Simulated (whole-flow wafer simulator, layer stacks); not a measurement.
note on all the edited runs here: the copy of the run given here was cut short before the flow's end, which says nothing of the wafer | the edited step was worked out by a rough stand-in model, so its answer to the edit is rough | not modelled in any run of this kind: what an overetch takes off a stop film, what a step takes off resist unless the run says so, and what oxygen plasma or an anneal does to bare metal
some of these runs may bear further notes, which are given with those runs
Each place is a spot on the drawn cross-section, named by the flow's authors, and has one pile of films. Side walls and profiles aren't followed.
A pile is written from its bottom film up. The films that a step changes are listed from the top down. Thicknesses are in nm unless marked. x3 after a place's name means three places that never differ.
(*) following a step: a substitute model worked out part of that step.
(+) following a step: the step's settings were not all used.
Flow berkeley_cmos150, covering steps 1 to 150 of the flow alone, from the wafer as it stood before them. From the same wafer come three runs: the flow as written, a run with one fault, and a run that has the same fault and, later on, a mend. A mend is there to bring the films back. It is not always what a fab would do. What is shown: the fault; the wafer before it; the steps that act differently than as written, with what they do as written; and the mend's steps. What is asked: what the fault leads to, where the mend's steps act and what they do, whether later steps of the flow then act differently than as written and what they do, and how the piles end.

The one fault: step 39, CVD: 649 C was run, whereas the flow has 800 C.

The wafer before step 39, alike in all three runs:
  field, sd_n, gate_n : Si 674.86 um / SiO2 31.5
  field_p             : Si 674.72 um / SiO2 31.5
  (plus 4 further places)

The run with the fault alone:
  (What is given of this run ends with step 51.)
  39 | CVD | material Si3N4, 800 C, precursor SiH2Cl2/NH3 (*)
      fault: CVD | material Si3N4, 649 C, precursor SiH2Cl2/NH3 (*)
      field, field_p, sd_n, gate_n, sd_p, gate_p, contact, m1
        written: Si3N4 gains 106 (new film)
        fault: Si3N4 gains 6.6 (new film)
  Later steps of the flow acting differently than as written:
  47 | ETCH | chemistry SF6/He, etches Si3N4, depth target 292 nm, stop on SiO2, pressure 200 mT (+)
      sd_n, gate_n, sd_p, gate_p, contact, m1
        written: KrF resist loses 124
        fault: KrF resist loses 15.9
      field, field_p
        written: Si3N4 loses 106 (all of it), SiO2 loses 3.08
        fault: Si3N4 loses 6.6 (all of it), SiO2 loses 3.08
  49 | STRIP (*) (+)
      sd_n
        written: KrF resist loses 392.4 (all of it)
        fault: KrF resist loses 500.5 (all of it)
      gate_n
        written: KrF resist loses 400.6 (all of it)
        fault: KrF resist loses 508.7 (all of it)
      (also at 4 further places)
  The piles after step 51 differ from the flow's at sd_n, gate_n, sd_p, gate_p, contact, m1 by more than 2% or 0.5 nm, whichever is larger.
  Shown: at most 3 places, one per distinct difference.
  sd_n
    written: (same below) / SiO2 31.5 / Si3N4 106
    fault: (same below) / SiO2 31.5 / Si3N4 6.6

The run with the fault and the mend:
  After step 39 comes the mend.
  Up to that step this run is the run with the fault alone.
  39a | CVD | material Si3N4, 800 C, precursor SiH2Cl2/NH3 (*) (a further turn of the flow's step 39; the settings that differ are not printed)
      field, field_p, sd_n, gate_n, sd_p, gate_p, contact, m1
        Si3N4 gains 99.4
  Later steps of the flow that are run all act as written at every place that is followed, up to a difference of at most 2% or 0.5 nm, whichever is larger.
  The piles end the same as the flow's at every place that both follow.
